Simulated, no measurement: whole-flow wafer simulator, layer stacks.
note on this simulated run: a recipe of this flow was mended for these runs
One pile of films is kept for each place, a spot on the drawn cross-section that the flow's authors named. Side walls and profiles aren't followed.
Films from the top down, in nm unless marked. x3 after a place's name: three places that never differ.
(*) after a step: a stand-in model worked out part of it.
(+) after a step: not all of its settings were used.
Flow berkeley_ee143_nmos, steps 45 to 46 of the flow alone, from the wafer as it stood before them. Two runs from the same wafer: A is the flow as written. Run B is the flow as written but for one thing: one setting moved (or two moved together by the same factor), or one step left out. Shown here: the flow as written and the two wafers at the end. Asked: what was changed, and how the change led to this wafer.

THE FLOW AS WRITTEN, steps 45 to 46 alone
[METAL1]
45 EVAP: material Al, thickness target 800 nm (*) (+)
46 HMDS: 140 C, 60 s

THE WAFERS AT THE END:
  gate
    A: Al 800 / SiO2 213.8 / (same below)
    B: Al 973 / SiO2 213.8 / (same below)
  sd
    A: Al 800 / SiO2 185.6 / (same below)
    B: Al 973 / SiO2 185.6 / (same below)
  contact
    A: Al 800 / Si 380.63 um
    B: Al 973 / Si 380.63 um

The cause: step 45, EVAP: thickness target 973 nm was run, where the flow has thickness target 800 nm.
It can be read off the wafer: gate has Al 973, and step 45 as written asks for 800 nm.

How the change led to this, step by step:
  45 EVAP: material Al, thickness target 800 nm (*) (+)
      gate, sd, contact, field: A Al +800 (new film) | B Al +973 (new film)
